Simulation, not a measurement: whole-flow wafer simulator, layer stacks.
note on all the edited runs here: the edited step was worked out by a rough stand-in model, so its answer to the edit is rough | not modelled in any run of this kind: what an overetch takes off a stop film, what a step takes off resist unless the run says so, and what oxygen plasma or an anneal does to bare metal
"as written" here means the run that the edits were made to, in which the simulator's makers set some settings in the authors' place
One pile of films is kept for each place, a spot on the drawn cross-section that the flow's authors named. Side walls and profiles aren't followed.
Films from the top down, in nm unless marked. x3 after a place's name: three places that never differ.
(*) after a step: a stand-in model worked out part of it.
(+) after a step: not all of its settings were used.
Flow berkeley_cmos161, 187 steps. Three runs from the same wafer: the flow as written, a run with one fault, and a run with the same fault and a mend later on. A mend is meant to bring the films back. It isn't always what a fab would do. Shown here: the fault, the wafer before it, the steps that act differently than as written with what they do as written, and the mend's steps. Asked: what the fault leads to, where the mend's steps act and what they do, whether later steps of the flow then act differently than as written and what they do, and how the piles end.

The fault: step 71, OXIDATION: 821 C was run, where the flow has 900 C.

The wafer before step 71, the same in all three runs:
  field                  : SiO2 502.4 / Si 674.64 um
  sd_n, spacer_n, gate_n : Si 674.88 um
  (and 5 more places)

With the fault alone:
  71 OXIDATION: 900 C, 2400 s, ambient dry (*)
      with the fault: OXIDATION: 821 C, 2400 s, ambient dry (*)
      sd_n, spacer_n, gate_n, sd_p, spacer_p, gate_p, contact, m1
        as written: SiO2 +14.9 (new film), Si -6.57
        with the fault: SiO2 +6.54 (new film), Si -2.88
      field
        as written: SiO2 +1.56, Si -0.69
        with the fault: SiO2 +0.34, Si -0.15
  Later steps of the flow that act differently than as written (45 more steps differ only slightly, by at most 2% or 0.5 nm, whichever is larger, and aren't shown):
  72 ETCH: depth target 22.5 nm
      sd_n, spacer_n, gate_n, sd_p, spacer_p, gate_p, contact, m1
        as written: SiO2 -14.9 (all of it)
        with the fault: SiO2 -6.54 (all of it)
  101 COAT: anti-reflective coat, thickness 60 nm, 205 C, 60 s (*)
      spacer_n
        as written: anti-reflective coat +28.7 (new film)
        with the fault: anti-reflective coat +29.5 (new film)
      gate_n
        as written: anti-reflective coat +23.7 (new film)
        with the fault: anti-reflective coat +24.5 (new film)
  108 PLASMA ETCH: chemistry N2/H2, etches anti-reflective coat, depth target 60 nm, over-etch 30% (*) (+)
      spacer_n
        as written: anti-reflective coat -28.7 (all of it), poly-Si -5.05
        with the fault: anti-reflective coat -29.5 (all of it), poly-Si -4.92
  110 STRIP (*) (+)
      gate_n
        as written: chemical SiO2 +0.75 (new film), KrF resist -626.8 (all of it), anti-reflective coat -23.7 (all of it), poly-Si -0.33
        with the fault: chemical SiO2 +0.75 (new film), KrF resist -624.1 (all of it), anti-reflective coat -24.5 (all of it), poly-Si -0.33
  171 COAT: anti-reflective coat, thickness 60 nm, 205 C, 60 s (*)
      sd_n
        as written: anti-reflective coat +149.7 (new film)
        with the fault: anti-reflective coat +146 (new film)
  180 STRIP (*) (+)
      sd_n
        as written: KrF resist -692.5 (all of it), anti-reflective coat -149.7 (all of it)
        with the fault: KrF resist -693 (all of it), anti-reflective coat -146 (all of it)
  At the end the piles differ from the flow's only slightly at the places that both follow, by at most 2% or 0.5 nm, whichever is larger.

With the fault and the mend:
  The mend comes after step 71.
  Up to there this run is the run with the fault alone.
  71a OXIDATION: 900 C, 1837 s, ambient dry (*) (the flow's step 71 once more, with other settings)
      sd_n, spacer_n, gate_n, sd_p, spacer_p, gate_p, contact, m1
        SiO2 +8.36, Si -3.68
      field
        SiO2 +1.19, Si -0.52
  No later step of the flow acts differently than as written, at any place that is followed, by more than 2% or 0.5 nm, whichever is larger.
  At the end the piles are the same as the flow's at every place that both follow.
